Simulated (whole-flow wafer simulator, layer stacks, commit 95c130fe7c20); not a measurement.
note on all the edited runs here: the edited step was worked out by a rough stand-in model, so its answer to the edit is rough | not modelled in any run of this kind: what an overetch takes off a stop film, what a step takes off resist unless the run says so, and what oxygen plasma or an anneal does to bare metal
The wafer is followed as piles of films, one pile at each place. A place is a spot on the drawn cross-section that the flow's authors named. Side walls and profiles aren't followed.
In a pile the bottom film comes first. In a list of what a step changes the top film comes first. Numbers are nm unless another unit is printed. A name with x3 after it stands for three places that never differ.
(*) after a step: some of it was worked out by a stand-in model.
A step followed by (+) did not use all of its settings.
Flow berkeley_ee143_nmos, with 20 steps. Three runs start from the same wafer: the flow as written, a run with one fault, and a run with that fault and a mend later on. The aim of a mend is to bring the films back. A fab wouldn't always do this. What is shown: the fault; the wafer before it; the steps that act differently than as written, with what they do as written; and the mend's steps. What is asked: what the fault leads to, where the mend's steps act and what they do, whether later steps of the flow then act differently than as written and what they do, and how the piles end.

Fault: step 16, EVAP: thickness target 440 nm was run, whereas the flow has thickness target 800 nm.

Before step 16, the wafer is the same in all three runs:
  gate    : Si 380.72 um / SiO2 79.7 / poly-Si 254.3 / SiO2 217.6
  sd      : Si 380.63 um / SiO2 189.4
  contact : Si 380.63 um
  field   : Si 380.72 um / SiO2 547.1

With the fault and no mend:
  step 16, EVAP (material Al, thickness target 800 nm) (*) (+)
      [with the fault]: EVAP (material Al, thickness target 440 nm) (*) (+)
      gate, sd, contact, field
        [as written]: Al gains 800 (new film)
        [with the fault]: Al gains 440 (new film)
  Later steps of the flow acting differently than as written:
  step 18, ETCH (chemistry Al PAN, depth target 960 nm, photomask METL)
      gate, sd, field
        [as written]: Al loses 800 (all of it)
        [with the fault]: Al loses 440 (all of it)
  By the end, the piles at contact depart from the flow's by more than 2% or 0.5 nm, whichever is larger.
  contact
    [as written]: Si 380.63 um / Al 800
    [with the fault]: Si 380.63 um / Al 440

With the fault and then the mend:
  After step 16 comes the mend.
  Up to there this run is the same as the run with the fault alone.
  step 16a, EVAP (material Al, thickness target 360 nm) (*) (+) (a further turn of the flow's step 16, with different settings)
      gate, sd, contact, field
        Al gains 360
  Every later step of the flow that is run acts as written at every place that is followed.
  By the end, the piles equal the flow's at every place that both follow.
